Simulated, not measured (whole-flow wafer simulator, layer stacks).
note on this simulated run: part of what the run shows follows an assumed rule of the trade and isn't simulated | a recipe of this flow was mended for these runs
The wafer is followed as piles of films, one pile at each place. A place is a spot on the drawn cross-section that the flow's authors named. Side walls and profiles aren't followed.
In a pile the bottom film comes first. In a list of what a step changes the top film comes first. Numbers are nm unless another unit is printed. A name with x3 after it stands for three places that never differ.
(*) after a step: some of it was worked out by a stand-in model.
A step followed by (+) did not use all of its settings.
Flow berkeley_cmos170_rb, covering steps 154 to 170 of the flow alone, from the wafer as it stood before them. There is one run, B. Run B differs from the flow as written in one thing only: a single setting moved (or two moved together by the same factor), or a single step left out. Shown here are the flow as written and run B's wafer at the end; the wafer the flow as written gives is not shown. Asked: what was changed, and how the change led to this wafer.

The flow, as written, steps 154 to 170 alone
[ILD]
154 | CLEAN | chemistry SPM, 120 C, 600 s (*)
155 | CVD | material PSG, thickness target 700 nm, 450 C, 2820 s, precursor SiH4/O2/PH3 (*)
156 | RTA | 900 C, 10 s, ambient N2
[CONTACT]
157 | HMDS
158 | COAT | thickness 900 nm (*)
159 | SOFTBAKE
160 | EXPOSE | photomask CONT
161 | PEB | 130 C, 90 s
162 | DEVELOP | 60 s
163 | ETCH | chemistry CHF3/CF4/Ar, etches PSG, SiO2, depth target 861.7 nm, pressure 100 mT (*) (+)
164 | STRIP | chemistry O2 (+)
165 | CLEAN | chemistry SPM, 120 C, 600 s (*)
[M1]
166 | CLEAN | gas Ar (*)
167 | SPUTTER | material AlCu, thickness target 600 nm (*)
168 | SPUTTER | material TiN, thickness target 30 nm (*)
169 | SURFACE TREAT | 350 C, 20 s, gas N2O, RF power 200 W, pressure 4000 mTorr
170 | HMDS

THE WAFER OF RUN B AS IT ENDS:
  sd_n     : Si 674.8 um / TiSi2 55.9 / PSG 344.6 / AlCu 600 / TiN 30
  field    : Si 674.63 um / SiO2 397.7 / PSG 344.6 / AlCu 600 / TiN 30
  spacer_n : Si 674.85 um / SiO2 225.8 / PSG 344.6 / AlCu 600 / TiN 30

Cause: step 155, CVD: thickness target 350 nm was run, while the flow as written has thickness target 700 nm; step 155, CVD: 1410 s was run, where the flow has 2820 s.

Step by step, how the change led to this:
  155 | CVD | material PSG, thickness target 700 nm, 450 C, 2820 s, precursor SiH4/O2/PH3 (*)
      field, sd_n, spacer_n, gate, spacer_p, gate_p, contact, m1: +350 PSG (new film) (in the flow as written it would be: +700 PSG (new film))
      sd_p: +334.9 PSG (new film) (in the flow as written it would be: +664.1 PSG (new film))
  158 | COAT | thickness 900 nm (*)
      sd_p: +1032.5 KrF-resist (new film) (in the flow as written it would be: +1055.8 KrF-resist (new film))
  163 | ETCH | chemistry CHF3/CF4/Ar, etches PSG, SiO2, depth target 861.7 nm, pressure 100 mT (*) (+)
      contact: -350 PSG (all of it), -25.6 TiSi2 (in the flow as written it would be: -700 PSG (all of it), -8.08 TiSi2)
  164 | STRIP | chemistry O2 (+)
      sd_p: -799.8 KrF-resist (all of it) (in the flow as written it would be: -823 KrF-resist (all of it))
  167 | SPUTTER | material AlCu, thickness target 600 nm (*)
      contact: +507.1 AlCu (new film) (in the flow as written it would be: +415.5 AlCu (new film))
  168 | SPUTTER | material TiN, thickness target 30 nm (*)
      contact: +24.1 TiN (new film) (in the flow as written it would be: +16.3 TiN (new film))
